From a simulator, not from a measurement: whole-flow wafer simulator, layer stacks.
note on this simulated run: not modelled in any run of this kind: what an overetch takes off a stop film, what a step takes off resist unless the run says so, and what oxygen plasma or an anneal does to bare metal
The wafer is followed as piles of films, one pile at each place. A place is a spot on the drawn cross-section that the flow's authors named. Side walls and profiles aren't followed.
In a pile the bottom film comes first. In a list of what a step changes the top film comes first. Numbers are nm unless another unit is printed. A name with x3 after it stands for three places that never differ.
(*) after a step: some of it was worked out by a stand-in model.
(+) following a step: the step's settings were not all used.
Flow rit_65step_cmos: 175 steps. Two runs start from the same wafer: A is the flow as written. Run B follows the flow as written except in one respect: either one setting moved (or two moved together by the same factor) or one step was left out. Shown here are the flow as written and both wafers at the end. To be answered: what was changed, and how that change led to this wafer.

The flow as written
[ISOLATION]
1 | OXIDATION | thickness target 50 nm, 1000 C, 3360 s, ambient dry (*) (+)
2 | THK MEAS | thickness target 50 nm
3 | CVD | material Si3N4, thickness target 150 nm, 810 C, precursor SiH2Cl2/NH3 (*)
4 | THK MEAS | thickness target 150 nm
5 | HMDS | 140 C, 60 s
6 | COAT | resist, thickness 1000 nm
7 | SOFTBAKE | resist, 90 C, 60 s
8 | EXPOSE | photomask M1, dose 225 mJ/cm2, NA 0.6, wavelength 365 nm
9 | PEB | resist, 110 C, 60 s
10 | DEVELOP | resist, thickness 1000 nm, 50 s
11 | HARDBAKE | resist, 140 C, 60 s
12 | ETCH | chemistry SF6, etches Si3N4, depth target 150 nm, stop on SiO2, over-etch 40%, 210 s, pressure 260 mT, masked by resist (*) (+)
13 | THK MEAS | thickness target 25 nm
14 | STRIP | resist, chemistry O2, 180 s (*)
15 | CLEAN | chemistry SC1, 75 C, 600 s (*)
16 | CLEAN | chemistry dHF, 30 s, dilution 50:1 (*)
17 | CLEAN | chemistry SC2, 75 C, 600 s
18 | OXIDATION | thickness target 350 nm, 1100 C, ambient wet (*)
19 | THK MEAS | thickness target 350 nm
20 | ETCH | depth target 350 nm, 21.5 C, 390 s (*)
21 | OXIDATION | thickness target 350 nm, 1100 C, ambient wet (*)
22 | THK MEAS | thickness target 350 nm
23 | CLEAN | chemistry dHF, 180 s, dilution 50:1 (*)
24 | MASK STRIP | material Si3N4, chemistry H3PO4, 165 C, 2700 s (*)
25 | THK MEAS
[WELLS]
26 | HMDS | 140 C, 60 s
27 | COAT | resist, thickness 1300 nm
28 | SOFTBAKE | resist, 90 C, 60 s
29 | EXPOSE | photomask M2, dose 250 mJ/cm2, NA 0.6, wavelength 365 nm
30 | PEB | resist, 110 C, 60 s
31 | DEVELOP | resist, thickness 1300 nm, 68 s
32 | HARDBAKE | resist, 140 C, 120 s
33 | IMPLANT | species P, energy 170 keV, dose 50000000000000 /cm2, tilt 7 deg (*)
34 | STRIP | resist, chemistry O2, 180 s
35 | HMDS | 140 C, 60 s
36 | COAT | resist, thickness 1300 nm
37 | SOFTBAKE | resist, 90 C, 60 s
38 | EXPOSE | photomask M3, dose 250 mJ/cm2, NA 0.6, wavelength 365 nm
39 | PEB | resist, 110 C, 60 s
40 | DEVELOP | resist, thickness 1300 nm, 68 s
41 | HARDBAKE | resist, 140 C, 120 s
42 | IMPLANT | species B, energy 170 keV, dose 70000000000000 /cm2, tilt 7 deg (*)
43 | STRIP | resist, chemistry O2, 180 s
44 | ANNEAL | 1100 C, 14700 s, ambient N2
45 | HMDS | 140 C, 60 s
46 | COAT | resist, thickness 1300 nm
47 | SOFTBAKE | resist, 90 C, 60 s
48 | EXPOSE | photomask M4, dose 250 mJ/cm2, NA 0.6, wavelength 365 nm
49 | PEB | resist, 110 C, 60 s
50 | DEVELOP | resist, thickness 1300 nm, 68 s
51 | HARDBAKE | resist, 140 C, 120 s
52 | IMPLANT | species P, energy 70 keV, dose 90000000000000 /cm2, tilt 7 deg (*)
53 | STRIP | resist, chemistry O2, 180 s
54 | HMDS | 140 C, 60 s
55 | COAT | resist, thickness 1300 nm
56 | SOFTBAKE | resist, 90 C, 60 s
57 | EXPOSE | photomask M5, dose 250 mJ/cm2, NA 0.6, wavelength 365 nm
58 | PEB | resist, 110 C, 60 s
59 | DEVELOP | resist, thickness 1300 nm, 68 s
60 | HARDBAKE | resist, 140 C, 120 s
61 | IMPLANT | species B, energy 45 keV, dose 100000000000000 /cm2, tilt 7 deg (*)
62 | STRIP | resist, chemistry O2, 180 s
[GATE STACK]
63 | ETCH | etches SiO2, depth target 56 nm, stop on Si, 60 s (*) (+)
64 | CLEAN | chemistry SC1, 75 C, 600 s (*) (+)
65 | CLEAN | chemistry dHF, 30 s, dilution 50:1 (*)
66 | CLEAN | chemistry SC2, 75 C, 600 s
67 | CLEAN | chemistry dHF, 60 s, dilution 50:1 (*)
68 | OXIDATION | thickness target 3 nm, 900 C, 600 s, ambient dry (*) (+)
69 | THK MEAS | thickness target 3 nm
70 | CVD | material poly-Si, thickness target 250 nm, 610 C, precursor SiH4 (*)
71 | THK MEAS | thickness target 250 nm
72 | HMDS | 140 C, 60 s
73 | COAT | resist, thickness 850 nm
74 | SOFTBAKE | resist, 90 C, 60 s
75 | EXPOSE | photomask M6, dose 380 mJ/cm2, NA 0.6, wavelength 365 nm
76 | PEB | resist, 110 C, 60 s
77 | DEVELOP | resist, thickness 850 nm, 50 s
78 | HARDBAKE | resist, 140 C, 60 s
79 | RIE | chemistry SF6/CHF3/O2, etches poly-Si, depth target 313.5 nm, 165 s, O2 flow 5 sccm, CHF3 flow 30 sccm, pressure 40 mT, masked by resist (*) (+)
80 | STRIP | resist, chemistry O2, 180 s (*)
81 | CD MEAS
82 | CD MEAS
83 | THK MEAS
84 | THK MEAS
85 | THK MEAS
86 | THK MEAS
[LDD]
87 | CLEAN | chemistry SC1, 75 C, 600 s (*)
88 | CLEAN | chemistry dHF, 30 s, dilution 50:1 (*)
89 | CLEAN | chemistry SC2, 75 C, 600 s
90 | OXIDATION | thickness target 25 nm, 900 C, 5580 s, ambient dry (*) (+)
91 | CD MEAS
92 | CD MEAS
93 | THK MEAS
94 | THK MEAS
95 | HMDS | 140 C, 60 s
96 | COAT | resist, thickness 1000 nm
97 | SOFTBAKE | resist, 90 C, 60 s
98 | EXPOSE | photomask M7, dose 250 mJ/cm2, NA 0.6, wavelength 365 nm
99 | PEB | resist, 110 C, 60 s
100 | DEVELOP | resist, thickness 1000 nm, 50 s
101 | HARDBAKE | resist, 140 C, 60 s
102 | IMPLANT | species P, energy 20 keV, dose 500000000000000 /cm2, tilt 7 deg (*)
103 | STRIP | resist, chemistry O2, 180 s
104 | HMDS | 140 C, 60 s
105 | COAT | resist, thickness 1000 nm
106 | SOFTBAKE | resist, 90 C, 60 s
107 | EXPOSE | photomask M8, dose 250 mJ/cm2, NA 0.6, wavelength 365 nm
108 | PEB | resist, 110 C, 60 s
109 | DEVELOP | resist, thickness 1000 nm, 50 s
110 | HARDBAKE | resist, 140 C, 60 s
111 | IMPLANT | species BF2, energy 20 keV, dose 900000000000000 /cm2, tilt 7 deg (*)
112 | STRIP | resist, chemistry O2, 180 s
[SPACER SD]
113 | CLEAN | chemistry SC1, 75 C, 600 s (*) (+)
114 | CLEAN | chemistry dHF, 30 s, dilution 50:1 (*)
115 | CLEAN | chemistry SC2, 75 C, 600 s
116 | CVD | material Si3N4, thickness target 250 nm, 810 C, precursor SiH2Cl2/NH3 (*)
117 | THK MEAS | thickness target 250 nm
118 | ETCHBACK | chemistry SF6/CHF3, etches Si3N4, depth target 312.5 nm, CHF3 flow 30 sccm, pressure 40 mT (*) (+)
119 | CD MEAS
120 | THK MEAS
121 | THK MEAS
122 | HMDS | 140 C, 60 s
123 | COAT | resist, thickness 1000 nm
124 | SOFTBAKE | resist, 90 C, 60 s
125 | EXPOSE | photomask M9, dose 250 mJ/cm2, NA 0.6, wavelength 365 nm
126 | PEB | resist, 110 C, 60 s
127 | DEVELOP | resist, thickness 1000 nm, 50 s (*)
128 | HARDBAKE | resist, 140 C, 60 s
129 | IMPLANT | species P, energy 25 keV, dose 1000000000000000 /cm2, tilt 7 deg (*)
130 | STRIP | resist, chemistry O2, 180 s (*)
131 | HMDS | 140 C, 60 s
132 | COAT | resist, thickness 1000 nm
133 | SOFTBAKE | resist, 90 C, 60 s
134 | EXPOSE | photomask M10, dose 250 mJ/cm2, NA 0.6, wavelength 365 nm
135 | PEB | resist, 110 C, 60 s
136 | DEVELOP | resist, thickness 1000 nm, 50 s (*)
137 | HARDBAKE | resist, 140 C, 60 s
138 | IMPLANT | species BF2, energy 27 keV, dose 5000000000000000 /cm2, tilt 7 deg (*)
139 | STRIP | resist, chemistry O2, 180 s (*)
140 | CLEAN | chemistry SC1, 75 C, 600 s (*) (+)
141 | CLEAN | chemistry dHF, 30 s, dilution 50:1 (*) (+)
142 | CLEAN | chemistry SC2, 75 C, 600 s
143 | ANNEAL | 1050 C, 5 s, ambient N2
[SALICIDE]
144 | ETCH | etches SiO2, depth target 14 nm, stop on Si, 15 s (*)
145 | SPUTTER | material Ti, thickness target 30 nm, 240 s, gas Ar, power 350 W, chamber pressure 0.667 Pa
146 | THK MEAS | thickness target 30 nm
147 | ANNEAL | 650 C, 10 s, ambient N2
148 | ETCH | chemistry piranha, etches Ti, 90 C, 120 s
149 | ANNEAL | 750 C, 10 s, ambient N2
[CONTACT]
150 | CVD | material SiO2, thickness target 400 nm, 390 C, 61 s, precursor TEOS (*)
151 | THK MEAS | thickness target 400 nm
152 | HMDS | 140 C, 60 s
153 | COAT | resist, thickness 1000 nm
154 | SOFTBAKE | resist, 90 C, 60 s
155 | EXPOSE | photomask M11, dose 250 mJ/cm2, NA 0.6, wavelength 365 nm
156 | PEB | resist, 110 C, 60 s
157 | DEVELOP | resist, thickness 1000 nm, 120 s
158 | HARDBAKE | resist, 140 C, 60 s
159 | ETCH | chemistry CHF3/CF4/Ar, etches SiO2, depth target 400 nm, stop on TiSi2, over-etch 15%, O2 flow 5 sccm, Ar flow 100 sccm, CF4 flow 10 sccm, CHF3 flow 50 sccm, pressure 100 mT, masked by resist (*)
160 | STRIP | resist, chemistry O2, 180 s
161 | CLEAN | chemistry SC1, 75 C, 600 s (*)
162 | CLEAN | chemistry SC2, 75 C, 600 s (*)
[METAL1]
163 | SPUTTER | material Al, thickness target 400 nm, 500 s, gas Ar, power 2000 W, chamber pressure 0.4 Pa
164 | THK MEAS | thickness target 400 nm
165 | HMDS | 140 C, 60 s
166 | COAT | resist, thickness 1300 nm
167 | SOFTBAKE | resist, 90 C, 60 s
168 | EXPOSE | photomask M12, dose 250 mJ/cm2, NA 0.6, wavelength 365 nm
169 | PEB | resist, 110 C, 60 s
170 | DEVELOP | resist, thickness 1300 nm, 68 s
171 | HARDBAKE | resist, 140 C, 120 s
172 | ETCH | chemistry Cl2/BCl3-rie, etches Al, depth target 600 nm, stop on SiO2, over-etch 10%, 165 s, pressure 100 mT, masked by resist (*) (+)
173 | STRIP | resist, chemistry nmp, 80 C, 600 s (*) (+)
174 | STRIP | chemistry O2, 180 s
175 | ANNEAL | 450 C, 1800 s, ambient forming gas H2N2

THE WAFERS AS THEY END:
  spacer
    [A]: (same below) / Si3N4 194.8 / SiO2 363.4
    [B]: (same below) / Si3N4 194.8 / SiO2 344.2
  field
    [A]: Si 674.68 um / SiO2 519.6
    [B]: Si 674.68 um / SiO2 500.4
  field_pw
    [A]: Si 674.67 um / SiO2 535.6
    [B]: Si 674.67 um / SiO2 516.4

The reason: step 163, SPUTTER: thickness target 246 nm was run, while the flow as written has thickness target 400 nm; step 163, SPUTTER: 307 s was run, where the flow has 500 s.

How this came from the change, step by step:
  163 | SPUTTER | material Al, thickness target 400 nm, 500 s, gas Ar, power 2000 W, chamber pressure 0.4 Pa
      field, field_p, spacer, spacer_p: A Al gains 400 (new film) | B Al gains 246 (new film)
      gate_n, gate_p: A Al gains 396 (new film) | B Al gains 246 (new film)
      (and at 2 other places as well)
  172 | ETCH | chemistry Cl2/BCl3-rie, etches Al, depth target 600 nm, stop on SiO2, over-etch 10%, 165 s, pressure 100 mT, masked by resist (*) (+)
      field, field_p, spacer, spacer_p: A Al loses 400 (all of it), SiO2 loses 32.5 | B Al loses 246 (all of it), SiO2 loses 51.8
      gate_n, gate_p: A Al loses 396 (all of it), SiO2 loses 33 | B Al loses 246 (all of it), SiO2 loses 51.8
      (and at 2 other places as well)
